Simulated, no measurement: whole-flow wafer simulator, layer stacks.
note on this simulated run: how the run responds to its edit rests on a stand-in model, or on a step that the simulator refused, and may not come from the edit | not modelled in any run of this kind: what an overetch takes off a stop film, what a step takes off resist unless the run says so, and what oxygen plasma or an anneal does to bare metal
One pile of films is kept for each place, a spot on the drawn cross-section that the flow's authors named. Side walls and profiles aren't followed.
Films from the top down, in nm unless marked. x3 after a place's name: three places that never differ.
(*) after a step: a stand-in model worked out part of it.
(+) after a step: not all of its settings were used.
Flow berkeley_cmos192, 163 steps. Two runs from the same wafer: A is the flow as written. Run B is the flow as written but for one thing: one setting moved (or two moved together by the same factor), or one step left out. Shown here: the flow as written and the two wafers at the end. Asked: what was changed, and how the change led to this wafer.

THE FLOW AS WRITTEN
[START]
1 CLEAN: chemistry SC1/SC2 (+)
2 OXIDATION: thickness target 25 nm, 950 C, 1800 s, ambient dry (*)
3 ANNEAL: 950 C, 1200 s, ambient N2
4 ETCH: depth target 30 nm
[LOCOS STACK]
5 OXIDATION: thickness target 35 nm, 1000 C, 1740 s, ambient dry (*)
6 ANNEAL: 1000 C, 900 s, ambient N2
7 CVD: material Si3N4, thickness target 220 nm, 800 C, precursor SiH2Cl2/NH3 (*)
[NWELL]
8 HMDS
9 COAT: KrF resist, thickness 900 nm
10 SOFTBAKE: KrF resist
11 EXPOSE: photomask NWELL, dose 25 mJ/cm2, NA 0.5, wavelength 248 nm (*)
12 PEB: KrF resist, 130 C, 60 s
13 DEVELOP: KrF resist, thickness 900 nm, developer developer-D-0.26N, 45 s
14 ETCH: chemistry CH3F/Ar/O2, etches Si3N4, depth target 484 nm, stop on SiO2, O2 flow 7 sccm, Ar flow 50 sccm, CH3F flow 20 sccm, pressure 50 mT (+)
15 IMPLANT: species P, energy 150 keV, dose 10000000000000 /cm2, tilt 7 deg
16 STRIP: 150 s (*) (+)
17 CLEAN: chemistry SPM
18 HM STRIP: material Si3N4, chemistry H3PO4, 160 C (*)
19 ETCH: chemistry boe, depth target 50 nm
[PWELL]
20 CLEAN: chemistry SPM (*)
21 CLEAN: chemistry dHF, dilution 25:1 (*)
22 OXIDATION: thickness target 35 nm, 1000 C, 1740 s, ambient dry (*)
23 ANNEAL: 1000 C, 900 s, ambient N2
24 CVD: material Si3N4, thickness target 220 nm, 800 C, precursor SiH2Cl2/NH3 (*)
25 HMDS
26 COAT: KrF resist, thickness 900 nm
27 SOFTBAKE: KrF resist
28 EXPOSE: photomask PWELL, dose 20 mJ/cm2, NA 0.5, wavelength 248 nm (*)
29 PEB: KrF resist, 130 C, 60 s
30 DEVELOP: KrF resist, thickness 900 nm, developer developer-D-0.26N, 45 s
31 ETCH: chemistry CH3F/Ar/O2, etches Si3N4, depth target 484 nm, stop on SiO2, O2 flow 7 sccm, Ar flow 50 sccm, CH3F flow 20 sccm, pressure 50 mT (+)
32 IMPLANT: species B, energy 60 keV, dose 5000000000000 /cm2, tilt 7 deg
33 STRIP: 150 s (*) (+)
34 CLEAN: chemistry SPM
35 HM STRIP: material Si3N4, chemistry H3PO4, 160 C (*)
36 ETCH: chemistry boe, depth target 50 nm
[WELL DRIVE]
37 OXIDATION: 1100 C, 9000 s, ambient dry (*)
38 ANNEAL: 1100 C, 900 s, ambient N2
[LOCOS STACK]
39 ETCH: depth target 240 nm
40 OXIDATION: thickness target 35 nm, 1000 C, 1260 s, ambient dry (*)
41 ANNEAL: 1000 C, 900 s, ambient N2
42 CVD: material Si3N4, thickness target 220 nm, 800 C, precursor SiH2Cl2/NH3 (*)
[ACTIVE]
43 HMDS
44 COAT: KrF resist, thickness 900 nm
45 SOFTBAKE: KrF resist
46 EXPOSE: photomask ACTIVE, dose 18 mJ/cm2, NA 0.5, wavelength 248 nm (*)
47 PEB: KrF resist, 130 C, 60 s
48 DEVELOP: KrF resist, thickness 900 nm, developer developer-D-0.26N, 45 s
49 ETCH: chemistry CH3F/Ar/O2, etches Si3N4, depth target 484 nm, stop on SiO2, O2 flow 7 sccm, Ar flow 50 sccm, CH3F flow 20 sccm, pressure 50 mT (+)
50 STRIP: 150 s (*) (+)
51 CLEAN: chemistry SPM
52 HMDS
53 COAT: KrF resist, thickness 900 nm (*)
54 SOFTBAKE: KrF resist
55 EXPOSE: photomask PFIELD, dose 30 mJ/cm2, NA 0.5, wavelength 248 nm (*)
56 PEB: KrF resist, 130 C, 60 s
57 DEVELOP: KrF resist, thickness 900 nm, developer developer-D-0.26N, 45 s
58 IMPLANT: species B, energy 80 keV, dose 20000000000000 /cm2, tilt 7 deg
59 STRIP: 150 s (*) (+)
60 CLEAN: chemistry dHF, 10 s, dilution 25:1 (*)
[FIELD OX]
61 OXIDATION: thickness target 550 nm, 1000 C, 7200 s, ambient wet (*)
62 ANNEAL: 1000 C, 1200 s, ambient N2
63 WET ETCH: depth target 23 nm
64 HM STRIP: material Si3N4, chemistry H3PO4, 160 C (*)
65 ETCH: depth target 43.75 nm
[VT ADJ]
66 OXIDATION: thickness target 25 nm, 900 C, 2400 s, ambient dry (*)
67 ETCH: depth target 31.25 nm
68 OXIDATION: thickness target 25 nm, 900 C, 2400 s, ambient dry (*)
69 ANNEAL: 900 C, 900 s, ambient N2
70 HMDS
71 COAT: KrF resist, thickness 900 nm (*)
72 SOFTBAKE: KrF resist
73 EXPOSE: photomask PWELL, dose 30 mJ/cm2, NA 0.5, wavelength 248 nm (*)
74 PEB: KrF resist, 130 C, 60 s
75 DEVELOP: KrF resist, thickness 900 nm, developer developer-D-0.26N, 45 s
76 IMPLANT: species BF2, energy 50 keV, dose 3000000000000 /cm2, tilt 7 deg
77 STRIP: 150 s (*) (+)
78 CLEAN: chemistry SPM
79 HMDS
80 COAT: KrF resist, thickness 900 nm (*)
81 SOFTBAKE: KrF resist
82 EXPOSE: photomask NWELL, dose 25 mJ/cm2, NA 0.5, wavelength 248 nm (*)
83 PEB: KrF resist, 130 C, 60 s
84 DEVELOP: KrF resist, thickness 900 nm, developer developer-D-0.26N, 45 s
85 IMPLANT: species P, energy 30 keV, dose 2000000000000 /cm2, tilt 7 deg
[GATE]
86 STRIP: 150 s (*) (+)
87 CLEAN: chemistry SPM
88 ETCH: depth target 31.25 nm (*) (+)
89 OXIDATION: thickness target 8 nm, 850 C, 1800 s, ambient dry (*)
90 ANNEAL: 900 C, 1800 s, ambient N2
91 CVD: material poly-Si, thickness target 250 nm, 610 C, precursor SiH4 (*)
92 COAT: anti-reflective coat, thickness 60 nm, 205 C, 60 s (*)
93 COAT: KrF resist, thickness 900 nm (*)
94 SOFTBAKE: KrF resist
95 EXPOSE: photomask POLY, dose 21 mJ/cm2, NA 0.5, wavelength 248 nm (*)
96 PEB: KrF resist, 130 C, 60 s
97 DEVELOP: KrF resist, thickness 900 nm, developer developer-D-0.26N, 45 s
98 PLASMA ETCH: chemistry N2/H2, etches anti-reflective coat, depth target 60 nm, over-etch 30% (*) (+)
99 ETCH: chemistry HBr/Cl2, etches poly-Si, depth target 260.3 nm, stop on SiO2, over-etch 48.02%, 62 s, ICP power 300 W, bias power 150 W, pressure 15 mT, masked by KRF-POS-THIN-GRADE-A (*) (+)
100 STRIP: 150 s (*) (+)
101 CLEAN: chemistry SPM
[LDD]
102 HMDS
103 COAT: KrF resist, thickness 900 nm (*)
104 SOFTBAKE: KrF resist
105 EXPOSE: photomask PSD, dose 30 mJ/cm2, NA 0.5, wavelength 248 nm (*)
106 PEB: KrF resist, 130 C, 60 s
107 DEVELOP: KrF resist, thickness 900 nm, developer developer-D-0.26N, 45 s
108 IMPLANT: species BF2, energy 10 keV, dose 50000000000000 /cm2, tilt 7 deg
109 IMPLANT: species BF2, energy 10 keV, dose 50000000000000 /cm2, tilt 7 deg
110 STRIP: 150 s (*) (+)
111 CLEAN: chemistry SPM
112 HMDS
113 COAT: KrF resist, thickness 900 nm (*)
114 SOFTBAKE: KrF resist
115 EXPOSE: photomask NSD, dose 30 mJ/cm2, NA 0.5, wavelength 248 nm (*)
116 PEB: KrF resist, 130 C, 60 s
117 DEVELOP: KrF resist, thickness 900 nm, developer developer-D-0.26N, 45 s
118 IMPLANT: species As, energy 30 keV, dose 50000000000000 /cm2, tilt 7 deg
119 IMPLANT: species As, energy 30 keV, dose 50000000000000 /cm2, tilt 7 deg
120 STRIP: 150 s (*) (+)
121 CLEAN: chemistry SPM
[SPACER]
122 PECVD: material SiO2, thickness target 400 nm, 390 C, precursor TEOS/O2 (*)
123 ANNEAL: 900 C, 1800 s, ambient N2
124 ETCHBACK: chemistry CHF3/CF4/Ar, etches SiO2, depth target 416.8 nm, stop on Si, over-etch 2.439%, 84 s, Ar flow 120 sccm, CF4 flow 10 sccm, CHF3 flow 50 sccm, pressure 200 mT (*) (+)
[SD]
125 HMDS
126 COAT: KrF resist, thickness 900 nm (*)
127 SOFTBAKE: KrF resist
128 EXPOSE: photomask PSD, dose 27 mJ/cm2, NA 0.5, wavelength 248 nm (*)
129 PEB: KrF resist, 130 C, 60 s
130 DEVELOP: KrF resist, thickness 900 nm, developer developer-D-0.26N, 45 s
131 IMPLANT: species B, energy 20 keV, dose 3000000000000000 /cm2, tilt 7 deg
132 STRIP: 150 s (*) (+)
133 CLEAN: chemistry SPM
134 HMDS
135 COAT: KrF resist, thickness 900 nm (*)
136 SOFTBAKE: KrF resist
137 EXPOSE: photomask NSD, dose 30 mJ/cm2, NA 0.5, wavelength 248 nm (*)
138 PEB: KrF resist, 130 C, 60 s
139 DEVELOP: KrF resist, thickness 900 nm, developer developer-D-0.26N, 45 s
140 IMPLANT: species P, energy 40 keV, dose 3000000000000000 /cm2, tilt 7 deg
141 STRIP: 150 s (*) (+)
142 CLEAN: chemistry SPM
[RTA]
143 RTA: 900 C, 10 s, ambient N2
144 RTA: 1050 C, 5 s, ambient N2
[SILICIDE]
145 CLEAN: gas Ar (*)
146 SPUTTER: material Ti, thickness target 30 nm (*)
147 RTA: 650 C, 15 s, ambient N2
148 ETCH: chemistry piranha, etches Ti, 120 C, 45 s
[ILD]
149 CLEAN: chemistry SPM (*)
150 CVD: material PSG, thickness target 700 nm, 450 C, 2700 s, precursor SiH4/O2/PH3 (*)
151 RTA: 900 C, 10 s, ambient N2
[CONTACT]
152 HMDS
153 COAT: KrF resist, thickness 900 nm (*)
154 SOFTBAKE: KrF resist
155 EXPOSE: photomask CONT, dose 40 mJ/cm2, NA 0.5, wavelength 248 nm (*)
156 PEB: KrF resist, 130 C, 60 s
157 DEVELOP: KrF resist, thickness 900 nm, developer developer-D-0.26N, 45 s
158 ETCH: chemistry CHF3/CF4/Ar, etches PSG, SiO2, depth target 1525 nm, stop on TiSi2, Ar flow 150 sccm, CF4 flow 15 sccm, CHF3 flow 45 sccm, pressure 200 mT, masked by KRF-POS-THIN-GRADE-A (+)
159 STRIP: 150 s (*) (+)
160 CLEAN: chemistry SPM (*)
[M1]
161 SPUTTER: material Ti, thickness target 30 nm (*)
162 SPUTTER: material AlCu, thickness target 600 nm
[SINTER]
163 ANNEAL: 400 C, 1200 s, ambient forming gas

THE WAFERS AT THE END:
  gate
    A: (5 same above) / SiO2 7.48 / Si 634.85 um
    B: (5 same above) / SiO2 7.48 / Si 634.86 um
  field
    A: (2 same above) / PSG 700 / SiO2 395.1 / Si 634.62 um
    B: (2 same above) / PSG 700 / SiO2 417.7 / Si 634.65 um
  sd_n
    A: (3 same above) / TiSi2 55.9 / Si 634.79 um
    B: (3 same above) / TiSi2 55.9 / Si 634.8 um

The cause: step 39, ETCH: depth target 120 nm was run, where the flow has depth target 240 nm.

How the change led to this, step by step:
  39 ETCH: depth target 240 nm
      field, sd_n, spacer_n and 6 more: A SiO2 -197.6 (all of it) | B SiO2 -120
  40 OXIDATION: thickness target 35 nm, 1000 C, 1260 s, ambient dry (*)
      field, sd_n, spacer_n and 6 more: A SiO2 +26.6 (new film), Si -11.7 | B SiO2 +12.9, Si -5.68
  61 OXIDATION: thickness target 550 nm, 1000 C, 7200 s, ambient wet (*)
      gate_p, m1: A SiO2 +12.1 (new film), Si3N4 -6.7 | B SiO2 +12.1 (new film), Si3N4 -6.7, SiO2 +0.09
      spacer_n: A SiO2 +12.1 (new film), Si3N4 -6.7 | B SiO2 +12.1 (new film), Si3N4 -6.7, SiO2 +0.14, Si -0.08
      (and at 6 more places)
  65 ETCH: depth target 43.75 nm
      sd_n, spacer_n, gate, sd_p: A SiO2 -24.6 (all of it) | B SiO2 -43.8
      spacer_p, gate_p, contact, m1: A SiO2 -24.6 (all of it) | B SiO2 -43.7
  66 OXIDATION: thickness target 25 nm, 900 C, 2400 s, ambient dry (*)
      gate, spacer_p, gate_p, m1: A SiO2 +14.9 (new film), Si -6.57 | B SiO2 +8.49, Si -3.73
      spacer_n, contact: A SiO2 +14.9 (new film), Si -6.57 | B SiO2 +8.48, Si -3.73
      (and at 2 more places)
  67 ETCH: depth target 31.25 nm
      sd_n, spacer_n, gate, sd_p, spacer_p, gate_p, m1: A SiO2 -14.9 (all of it) | B SiO2 -31.2
      contact: A SiO2 -14.9 (all of it) | B SiO2 -31.3
  68 OXIDATION: thickness target 25 nm, 900 C, 2400 s, ambient dry (*)
      spacer_n, gate, spacer_p, gate_p, contact, m1: A SiO2 +14.9 (new film), Si -6.57 | B SiO2 +8.36, Si -3.68
      sd_n: A SiO2 +14.9 (new film), Si -6.57 | B SiO2 +7.71, Si -3.39
      (and at 1 more place)
  88 ETCH: depth target 31.25 nm (*) (+)
      sd_n: A SiO2 -14.9 (all of it) | B SiO2 -31.3
      sd_p: A SiO2 -14.9 (all of it) | B SiO2 -31.2
      (and at 6 more places)
  89 OXIDATION: thickness target 8 nm, 850 C, 1800 s, ambient dry (*)
      sd_n: A SiO2 +7.48 (new film), Si -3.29 | B SiO2 +4.35, Si -1.92
      sd_p: A SiO2 +7.48 (new film), Si -3.29 | B SiO2 +4.31, Si -1.9
  92 COAT: anti-reflective coat, thickness 60 nm, 205 C, 60 s (*)
      sd_n: A anti-reflective coat +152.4 (new film) | B anti-reflective coat +171.9 (new film)
      spacer_n: A anti-reflective coat +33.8 (new film) | B anti-reflective coat +28.7 (new film)
      (and at 6 more places)
  93 COAT: KrF resist, thickness 900 nm (*)
      spacer_n: A KrF resist +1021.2 (new film) | B KrF resist +1047.4 (new film)
      gate: A KrF resist +1023.8 (new film) | B KrF resist +1050.1 (new film)
  97 DEVELOP: KrF resist, thickness 900 nm, developer developer-D-0.26N, 45 s
      spacer_n: A KrF resist -1019.5 (all of it) | B KrF resist -1045.7 (all of it)
  98 PLASMA ETCH: chemistry N2/H2, etches anti-reflective coat, depth target 60 nm, over-etch 30% (*) (+)
      field: A anti-reflective coat -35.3 (all of it), poly-Si -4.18 | B anti-reflective coat -35 (all of it), poly-Si -4.83
      sd_n: A anti-reflective coat -152.4 (all of it), poly-Si -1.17 | B anti-reflective coat -171.9 (all of it), poly-Si -1.32
      (and at 5 more places)
  100 STRIP: 150 s (*) (+)
      gate: A chemical SiO2 +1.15 (new film), KrF resist -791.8 (all of it), anti-reflective coat -30 (all of it), poly-Si -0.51 | B chemical SiO2 +1.15 (new film), KrF resist -818 (all of it), anti-reflective coat -24.5 (all of it), poly-Si -0.51
      gate_p: A chemical SiO2 +1.15 (new film), KrF resist -765.1 (all of it), anti-reflective coat -31 (all of it), poly-Si -0.51 | B chemical SiO2 +1.15 (new film), KrF resist -781.9 (all of it), anti-reflective coat -28.7 (all of it), poly-Si -0.51
  126 COAT: KrF resist, thickness 900 nm (*)
      sd_n: A KrF resist +999.7 (new film) | B KrF resist +1023.6 (new film)
  132 STRIP: 150 s (*) (+)
      sd_n: A chemical SiO2 +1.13 (new film), KrF resist -983.9 (all of it), Si -0.5 | B chemical SiO2 +1.12 (new film), KrF resist -1007.7 (all of it), Si -0.49
  ... 8 more steps ...
  162 SPUTTER: material AlCu, thickness target 600 nm
      sd_p: A AlCu +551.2 (new film) | B AlCu +528.8 (new film)
